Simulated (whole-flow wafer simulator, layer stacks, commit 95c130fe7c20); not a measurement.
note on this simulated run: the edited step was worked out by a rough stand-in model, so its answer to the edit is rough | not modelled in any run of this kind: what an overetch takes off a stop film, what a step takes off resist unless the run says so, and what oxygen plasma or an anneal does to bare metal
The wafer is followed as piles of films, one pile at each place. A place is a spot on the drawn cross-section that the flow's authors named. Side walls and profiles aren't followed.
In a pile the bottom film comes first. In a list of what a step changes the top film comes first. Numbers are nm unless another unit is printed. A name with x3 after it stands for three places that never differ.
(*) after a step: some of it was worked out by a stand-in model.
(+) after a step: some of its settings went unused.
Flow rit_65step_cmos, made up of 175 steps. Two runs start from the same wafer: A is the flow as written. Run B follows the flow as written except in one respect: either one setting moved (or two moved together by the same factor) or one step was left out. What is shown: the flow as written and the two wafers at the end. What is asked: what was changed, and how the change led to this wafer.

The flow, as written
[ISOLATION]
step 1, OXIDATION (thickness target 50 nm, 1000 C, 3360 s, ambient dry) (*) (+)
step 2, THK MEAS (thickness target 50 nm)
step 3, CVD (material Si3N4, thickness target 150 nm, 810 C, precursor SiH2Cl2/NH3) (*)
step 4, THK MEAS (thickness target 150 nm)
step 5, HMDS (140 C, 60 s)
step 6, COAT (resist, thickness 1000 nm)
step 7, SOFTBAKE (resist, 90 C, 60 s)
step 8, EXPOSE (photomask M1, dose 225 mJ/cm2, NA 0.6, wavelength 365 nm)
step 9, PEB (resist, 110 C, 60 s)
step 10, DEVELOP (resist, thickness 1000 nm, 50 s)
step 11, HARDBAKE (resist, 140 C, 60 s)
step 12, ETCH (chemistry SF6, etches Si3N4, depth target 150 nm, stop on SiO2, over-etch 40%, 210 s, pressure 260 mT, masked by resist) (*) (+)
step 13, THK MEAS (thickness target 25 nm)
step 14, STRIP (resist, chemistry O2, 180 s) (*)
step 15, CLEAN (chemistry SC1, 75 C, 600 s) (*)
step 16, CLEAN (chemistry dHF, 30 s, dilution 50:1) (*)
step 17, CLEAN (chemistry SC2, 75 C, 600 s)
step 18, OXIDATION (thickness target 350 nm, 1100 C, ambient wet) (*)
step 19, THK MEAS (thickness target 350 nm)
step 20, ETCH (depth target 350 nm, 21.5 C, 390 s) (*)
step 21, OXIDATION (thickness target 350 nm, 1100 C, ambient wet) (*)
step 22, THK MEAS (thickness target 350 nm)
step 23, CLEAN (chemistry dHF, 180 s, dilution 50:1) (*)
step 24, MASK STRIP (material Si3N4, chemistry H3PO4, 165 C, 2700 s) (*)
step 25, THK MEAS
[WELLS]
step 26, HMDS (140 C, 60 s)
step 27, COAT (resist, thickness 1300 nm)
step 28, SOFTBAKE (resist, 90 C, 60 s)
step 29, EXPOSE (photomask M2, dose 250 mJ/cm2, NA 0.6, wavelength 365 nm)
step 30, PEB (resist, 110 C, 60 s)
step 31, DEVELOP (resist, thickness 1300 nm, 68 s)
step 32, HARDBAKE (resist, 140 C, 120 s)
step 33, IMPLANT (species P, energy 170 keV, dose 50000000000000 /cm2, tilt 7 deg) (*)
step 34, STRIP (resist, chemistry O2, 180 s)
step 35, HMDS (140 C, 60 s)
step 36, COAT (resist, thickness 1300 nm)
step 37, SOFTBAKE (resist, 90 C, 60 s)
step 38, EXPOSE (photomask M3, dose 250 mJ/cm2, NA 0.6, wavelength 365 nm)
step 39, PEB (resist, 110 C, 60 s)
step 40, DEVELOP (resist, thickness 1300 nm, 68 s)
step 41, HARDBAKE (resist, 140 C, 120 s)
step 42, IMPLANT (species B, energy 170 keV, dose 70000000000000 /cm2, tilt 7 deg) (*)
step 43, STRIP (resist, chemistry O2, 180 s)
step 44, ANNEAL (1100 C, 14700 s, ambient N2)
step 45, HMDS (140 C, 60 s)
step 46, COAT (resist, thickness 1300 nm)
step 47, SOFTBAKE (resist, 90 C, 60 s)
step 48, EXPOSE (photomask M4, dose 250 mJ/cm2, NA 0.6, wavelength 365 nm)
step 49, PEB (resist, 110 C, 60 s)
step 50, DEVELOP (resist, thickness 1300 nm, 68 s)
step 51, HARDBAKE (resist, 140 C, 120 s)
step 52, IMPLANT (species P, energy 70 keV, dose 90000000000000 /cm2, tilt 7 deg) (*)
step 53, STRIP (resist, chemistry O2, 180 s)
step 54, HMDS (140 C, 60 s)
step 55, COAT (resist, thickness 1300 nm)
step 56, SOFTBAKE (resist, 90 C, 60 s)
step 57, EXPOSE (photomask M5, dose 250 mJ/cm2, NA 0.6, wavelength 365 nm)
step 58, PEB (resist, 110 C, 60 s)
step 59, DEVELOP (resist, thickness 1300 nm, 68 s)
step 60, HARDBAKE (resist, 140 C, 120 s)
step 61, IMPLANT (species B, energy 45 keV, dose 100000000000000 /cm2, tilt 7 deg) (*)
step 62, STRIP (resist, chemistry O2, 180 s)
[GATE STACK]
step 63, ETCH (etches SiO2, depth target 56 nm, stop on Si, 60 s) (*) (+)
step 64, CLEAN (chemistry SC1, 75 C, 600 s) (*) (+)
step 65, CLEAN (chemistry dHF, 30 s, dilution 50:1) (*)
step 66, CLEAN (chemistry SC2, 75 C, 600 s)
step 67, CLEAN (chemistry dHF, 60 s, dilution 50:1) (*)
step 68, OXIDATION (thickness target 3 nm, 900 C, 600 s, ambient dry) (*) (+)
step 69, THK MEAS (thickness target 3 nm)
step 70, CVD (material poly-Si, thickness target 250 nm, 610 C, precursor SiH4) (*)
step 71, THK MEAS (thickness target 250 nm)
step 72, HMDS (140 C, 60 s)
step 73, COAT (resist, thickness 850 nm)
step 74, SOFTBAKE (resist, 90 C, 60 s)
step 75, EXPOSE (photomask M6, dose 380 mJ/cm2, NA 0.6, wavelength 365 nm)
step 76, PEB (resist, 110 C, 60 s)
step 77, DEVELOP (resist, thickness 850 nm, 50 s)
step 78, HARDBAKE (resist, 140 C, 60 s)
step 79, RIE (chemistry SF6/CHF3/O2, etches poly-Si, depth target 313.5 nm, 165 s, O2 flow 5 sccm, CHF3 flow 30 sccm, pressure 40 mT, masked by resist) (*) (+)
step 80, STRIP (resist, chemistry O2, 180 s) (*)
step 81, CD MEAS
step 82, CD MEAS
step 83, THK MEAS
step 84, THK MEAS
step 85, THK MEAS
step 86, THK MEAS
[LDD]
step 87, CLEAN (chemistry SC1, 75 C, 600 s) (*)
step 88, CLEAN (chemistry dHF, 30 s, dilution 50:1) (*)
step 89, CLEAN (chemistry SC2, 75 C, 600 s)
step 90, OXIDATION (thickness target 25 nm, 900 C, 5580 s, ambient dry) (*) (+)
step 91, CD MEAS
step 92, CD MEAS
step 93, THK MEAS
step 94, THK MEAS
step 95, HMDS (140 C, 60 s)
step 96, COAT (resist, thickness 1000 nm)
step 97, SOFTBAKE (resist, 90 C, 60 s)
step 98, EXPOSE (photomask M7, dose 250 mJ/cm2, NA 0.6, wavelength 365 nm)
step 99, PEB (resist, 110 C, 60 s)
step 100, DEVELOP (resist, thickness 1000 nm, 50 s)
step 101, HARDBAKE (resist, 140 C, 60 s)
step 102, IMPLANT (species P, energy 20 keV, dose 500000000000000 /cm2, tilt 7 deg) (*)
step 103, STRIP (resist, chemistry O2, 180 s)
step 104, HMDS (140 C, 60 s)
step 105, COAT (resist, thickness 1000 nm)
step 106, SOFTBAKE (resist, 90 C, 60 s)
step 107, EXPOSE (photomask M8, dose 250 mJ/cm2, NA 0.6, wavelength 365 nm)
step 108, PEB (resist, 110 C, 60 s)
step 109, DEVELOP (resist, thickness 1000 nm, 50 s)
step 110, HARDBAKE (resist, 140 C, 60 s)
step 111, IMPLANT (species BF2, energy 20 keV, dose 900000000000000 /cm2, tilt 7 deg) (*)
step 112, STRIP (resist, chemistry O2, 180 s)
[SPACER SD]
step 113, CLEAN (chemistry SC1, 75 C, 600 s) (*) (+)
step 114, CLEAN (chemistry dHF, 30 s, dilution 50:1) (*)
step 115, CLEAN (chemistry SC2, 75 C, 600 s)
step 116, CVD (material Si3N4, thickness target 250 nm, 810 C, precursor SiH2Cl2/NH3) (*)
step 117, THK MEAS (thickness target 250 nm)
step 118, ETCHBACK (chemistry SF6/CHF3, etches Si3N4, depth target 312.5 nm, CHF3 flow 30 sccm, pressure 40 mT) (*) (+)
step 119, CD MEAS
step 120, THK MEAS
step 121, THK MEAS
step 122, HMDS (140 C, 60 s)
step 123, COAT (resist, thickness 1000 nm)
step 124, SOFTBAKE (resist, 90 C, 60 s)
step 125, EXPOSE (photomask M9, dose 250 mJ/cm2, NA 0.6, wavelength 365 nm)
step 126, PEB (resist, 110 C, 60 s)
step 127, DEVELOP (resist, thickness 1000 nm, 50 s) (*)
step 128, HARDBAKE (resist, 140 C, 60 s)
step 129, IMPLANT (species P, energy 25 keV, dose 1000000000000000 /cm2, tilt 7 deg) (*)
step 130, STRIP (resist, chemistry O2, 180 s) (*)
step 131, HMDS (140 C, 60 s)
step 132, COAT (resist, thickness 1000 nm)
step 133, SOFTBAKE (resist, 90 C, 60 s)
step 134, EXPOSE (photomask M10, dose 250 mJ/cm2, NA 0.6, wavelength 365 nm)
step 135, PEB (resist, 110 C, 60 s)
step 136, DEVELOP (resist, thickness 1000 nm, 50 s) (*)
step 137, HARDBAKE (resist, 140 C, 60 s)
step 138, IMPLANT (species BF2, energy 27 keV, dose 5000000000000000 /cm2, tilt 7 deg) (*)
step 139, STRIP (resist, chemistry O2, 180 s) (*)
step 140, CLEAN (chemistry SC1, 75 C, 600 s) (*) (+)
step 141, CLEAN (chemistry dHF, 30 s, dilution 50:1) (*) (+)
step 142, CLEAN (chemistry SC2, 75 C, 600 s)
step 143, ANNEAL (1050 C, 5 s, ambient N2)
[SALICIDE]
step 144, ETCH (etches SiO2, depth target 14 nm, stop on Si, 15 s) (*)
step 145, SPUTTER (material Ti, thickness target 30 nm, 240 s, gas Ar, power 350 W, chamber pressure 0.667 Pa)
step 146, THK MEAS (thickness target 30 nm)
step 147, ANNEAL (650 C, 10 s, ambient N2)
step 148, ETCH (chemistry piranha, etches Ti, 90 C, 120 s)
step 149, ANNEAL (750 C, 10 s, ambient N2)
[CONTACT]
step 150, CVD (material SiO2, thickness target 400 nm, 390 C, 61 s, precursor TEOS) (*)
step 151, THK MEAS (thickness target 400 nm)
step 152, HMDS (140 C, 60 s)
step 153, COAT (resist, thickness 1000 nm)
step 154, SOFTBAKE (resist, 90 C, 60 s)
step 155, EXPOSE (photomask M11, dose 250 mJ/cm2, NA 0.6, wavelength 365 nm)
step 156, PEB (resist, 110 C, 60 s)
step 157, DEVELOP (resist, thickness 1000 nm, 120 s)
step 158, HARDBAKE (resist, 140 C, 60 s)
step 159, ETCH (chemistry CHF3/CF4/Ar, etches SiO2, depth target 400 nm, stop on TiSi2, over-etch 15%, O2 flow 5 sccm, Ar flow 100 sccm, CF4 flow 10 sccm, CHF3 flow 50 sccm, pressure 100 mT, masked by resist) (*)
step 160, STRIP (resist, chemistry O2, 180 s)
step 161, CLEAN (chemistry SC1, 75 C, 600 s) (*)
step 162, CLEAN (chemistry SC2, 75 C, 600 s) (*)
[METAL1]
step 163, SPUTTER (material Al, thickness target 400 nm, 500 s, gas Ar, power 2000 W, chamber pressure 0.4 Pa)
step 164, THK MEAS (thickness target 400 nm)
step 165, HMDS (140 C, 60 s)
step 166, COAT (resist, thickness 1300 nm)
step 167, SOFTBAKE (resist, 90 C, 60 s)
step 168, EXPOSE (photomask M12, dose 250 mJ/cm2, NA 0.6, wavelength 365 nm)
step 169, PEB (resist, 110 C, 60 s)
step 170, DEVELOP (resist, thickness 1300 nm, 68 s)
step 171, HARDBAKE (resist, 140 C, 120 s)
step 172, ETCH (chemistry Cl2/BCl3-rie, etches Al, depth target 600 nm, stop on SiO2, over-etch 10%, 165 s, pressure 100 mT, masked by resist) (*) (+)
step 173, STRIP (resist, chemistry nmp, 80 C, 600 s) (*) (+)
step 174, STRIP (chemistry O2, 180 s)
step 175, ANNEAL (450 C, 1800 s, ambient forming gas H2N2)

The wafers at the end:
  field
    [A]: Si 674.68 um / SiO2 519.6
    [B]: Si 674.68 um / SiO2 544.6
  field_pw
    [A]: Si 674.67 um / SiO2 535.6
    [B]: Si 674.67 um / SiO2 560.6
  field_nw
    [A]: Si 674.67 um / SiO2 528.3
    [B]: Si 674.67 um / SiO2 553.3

The reason: step 63, ETCH: 33 s was run, though the flow has 60 s.

Step by step, how the change led to this:
  step 63, ETCH (etches SiO2, depth target 56 nm, stop on Si, 60 s) (*) (+)
      active_n, active_p, gate_n and 7 more: A -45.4 SiO2 (all of it), -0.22 Si | B -30.8 SiO2
      field, field_pw, field_nw, field_p: A -56 SiO2 | B -30.8 SiO2
  step 64, CLEAN (chemistry SC1, 75 C, 600 s) (*) (+)
      active_n, active_p, gate_n and 7 more: A +0.6 chemical SiO2 (new film), -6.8 Si | B -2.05 SiO2
  step 65, CLEAN (chemistry dHF, 30 s, dilution 50:1) (*)
      active_n, gate_n, spacer, sd_n, contact, m1: A -0.6 chemical SiO2 (all of it) | B -3.25 SiO2
      active_p, gate_p, spacer_p, sd_p: A -0.6 chemical SiO2 (all of it) | B -5.67 SiO2
  step 67, CLEAN (chemistry dHF, 60 s, dilution 50:1) (*)
      active_n, gate_n, spacer, sd_n, contact, m1: A -0.4 chemical SiO2 (all of it) | B -6.52 SiO2
      gate_p, spacer_p, sd_p: A -0.4 chemical SiO2 (all of it) | B -6.91 SiO2 (all of it)
      (as well as at 1 more place)
  step 68, OXIDATION (thickness target 3 nm, 900 C, 600 s, ambient dry) (*) (+)
      active_n, gate_n, spacer, sd_n, contact, m1: A +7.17 SiO2 (new film), -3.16 Si | B +5.17 SiO2, -2.28 Si
  step 79, RIE (chemistry SF6/CHF3/O2, etches poly-Si, depth target 313.5 nm, 165 s, O2 flow 5 sccm, CHF3 flow 30 sccm, pressure 40 mT, masked by resist) (*) (+)
      spacer, sd_n, contact, m1: A -250 poly-Si (all of it), -7.17 SiO2 (all of it) | B -250 poly-Si (all of it), -7.99 SiO2 (all of it)
      active_n: A -250 poly-Si (all of it), -7.17 SiO2 (all of it) | B -250 poly-Si (all of it), -7.95 SiO2 (all of it)
